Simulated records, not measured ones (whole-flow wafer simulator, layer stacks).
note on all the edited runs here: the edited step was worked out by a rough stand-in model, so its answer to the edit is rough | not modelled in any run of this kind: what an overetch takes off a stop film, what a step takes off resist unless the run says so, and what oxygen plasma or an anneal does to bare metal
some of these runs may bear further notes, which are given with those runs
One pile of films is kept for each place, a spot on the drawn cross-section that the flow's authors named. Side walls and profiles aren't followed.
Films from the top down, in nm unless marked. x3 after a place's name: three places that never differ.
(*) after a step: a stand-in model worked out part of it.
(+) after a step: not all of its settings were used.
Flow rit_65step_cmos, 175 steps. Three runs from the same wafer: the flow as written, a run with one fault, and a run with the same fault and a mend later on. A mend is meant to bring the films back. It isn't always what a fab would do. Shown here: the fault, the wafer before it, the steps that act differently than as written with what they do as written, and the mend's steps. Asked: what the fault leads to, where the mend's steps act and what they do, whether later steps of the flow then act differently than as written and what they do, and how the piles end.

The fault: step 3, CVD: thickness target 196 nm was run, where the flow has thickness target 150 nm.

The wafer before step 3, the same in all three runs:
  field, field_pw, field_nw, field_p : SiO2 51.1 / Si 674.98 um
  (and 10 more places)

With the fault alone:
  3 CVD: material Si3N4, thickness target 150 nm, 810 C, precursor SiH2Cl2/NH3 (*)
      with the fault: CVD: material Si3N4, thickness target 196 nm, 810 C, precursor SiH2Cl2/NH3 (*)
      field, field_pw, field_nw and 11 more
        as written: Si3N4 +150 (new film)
        with the fault: Si3N4 +196 (new film)
  Later steps of the flow that act differently than as written (56 more steps differ only slightly, by at most 2% or 0.5 nm, whichever is larger, and aren't shown):
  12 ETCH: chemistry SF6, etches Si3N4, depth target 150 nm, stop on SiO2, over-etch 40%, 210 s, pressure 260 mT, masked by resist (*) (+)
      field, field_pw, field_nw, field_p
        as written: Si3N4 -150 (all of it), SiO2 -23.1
        with the fault: Si3N4 -196 (all of it), SiO2 -5.38
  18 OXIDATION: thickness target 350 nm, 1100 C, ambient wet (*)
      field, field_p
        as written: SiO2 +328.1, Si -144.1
        with the fault: SiO2 +315.5, Si -138.5
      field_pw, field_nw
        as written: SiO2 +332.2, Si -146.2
        with the fault: SiO2 +319.4, Si -140.5
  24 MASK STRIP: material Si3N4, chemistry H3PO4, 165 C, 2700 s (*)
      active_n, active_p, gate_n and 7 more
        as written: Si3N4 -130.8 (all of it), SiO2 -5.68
        with the fault: Si3N4 -176.8 (all of it), SiO2 -3.92
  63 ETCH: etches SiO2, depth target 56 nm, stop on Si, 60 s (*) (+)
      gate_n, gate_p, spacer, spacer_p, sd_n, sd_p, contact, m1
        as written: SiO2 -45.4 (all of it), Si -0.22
        with the fault: SiO2 -47.2 (all of it), Si -0.18
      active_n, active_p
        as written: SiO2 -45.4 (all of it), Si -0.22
        with the fault: SiO2 -47.1 (all of it), Si -0.18
  At the end the piles differ from the flow's only slightly at the places that both follow, by at most 2% or 0.5 nm, whichever is larger.

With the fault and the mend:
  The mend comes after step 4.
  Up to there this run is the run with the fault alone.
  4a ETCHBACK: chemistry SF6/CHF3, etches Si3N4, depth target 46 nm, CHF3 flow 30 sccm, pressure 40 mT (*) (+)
      field, field_pw, field_nw and 11 more
        Si3N4 -46
  No later step of the flow acts differently than as written at any place that is followed.
  At the end the piles are the same as the flow's at every place that both follow.
